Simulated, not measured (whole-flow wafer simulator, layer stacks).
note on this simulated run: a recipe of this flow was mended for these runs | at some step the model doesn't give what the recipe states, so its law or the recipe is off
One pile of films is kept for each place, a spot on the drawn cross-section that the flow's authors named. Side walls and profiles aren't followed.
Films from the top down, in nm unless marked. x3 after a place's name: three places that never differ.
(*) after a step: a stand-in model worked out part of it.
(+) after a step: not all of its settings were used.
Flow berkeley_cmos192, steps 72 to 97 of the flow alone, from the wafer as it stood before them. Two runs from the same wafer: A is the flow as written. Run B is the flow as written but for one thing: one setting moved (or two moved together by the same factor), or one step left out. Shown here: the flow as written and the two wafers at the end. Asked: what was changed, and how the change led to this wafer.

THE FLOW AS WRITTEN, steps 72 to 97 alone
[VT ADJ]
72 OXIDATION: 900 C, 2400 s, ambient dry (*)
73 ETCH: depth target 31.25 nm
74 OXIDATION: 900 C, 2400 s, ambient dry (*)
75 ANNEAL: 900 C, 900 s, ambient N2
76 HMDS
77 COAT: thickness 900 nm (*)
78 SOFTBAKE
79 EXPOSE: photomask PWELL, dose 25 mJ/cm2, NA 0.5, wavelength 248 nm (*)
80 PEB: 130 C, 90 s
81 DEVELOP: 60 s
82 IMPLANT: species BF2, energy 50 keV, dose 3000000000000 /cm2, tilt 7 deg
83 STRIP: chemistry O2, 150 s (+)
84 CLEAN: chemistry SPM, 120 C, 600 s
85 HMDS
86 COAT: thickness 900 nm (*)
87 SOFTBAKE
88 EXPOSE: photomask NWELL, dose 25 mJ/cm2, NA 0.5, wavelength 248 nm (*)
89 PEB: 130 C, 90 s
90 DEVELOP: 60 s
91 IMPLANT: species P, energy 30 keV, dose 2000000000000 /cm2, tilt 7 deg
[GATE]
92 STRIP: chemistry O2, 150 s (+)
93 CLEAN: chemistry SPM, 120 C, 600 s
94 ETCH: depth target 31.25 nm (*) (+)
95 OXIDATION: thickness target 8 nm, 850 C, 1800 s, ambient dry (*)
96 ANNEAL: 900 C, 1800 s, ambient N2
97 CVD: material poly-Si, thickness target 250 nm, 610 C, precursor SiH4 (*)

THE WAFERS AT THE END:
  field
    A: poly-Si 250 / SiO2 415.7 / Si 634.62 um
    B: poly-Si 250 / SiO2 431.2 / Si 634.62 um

The cause: step 73, ETCH: depth target 15.62 nm was run, where the flow has depth target 31.25 nm.

How the change led to this, step by step:
  73 ETCH: depth target 31.25 nm
      field: A SiO2 -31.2 | B SiO2 -15.6
